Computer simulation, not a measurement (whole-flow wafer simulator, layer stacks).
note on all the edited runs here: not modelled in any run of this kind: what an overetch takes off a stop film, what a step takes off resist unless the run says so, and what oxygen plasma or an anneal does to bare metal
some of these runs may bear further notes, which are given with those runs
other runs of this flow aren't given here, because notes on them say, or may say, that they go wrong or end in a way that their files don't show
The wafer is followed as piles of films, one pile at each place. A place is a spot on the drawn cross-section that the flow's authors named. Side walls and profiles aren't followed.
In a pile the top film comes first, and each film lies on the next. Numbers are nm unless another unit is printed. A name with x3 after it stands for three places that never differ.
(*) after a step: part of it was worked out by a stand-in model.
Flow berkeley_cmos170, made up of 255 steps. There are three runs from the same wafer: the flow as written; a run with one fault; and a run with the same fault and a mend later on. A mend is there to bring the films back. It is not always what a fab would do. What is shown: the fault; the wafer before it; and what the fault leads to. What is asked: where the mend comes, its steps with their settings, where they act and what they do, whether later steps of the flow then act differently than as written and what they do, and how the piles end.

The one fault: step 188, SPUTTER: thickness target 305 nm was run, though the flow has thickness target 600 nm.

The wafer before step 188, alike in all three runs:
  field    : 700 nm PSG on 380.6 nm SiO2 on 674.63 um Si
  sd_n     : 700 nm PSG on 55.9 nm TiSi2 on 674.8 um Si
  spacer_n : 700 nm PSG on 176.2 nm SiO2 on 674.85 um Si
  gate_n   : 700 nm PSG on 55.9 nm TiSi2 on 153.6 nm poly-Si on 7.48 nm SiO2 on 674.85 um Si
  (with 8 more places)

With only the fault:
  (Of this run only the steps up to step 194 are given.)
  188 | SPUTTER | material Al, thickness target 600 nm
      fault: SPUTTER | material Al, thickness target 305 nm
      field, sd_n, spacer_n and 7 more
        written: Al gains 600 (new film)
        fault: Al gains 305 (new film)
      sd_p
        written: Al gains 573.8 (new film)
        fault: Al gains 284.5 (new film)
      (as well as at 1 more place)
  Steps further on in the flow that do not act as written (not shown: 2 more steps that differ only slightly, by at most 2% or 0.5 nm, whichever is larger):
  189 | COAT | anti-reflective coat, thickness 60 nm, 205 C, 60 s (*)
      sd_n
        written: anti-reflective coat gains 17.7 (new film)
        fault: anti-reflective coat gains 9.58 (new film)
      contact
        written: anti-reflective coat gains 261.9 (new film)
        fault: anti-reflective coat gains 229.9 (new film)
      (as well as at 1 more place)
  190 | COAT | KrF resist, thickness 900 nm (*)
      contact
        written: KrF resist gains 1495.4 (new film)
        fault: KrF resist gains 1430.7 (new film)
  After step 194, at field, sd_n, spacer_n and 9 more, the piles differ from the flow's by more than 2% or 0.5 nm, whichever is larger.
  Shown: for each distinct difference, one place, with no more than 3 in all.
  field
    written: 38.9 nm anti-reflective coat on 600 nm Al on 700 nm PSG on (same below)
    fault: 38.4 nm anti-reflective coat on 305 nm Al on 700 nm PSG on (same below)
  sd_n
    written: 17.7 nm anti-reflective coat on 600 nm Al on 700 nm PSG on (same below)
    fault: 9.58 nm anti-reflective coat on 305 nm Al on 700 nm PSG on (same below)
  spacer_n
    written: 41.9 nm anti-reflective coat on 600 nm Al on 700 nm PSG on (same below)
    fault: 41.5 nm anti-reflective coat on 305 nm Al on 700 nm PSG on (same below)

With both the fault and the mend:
  After step 188 comes the mend.
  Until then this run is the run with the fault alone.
  188a | ETCH | chemistry al pan, depth target 350.4 nm
      field, sd_n, spacer_n and 7 more
        Al loses 305 (all of it)
      sd_p
        Al loses 284.5 (all of it)
      contact
        Al loses 215.8 (all of it)
  188b | SPUTTER | material Al, thickness target 600 nm (a further turn of the flow's step 188)
      field, sd_n, spacer_n and 7 more
        Al gains 600 (new film)
      sd_p
        Al gains 573.8 (new film)
      contact
        Al gains 415.7 (new film)
  Later steps of the flow that are run all act as written at every place that is followed.
  The piles end the same as the flow's at every place that both follow.
